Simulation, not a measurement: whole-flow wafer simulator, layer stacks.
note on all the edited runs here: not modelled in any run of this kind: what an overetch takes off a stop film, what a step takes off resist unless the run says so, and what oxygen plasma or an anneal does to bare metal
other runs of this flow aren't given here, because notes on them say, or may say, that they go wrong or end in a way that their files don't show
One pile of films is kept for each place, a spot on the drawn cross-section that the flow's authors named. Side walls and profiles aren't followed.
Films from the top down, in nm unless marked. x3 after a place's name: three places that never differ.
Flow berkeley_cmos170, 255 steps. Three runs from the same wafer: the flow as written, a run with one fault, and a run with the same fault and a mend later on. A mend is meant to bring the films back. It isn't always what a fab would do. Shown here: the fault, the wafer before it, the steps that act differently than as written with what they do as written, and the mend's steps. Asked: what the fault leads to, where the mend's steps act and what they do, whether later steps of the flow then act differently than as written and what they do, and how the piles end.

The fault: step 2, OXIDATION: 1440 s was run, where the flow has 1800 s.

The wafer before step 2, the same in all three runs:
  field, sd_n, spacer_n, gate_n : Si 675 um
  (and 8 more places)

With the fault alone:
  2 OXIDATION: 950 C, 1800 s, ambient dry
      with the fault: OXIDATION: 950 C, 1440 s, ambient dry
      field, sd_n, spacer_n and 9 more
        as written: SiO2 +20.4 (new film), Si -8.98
        with the fault: SiO2 +17.8 (new film), Si -7.84
  Later steps of the flow that act differently than as written:
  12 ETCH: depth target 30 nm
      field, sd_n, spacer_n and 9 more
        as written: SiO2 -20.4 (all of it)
        with the fault: SiO2 -17.8 (all of it)
  At the end the piles differ from the flow's only slightly at the places that both follow, by at most 2% or 0.5 nm, whichever is larger.

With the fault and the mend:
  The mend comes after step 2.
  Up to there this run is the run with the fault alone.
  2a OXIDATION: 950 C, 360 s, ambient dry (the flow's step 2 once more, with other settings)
      field, sd_n, spacer_n and 9 more
        SiO2 +2.6, Si -1.14
  No later step of the flow acts differently than as written at any place that is followed.
  At the end the piles are the same as the flow's at every place that both follow.
